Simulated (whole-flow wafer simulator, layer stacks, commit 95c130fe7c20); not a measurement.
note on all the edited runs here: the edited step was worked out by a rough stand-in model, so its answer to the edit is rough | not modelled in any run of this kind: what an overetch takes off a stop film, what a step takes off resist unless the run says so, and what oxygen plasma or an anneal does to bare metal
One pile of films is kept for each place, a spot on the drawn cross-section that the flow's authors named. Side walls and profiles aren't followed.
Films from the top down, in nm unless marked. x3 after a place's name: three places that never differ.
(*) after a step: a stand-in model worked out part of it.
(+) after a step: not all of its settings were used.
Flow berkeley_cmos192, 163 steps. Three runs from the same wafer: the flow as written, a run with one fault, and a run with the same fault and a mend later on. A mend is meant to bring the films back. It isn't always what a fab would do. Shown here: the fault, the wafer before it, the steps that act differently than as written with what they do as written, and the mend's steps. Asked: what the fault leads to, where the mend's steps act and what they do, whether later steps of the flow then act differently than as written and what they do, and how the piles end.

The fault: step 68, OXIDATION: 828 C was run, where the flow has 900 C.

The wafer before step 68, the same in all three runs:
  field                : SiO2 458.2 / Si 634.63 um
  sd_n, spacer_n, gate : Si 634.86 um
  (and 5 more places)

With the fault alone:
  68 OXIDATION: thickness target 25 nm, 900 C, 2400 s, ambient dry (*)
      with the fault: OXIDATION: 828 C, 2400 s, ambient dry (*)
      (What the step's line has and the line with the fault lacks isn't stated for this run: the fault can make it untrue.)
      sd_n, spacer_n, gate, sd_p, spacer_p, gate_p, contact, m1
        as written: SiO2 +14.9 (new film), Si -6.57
        with the fault: SiO2 +7.05 (new film), Si -3.1
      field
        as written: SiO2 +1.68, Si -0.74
        with the fault: SiO2 +0.42, Si -0.19
  Later steps of the flow that act differently than as written (39 more steps differ only slightly, by at most 2% or 0.5 nm, whichever is larger, and aren't shown):
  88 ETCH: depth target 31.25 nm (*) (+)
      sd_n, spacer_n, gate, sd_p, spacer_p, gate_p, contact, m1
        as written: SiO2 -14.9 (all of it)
        with the fault: SiO2 -7.05 (all of it)
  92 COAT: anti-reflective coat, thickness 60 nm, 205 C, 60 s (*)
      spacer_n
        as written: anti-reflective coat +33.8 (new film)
        with the fault: anti-reflective coat +35 (new film)
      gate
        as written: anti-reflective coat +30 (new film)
        with the fault: anti-reflective coat +31.2 (new film)
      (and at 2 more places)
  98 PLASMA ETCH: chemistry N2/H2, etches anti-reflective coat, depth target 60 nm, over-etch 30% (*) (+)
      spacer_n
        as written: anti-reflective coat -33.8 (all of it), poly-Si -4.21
        with the fault: anti-reflective coat -35 (all of it), poly-Si -4.1
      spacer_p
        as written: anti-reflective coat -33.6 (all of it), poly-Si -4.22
        with the fault: anti-reflective coat -34.5 (all of it), poly-Si -4.12
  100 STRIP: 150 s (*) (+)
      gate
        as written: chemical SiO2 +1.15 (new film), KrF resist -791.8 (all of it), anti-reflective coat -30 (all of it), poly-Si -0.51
        with the fault: chemical SiO2 +1.15 (new film), KrF resist -788.6 (all of it), anti-reflective coat -31.2 (all of it), poly-Si -0.51
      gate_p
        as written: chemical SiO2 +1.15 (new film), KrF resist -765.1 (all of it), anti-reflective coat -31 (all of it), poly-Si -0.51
        with the fault: chemical SiO2 +1.15 (new film), KrF resist -762.8 (all of it), anti-reflective coat -31.9 (all of it), poly-Si -0.51
  At the end the piles differ from the flow's only slightly at the places that both follow, by at most 2% or 0.5 nm, whichever is larger.

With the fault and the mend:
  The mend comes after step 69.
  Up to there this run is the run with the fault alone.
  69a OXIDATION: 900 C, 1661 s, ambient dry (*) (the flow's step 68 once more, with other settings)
      sd_n, spacer_n, gate, sd_p, spacer_p, gate_p, contact, m1
        SiO2 +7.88, Si -3.47
      field
        SiO2 +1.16, Si -0.51
  No later step of the flow acts differently than as written, at any place that is followed, by more than 2% or 0.5 nm, whichever is larger.
  At the end the piles differ from the flow's only slightly at the places that both follow, by at most 2% or 0.5 nm, whichever is larger.
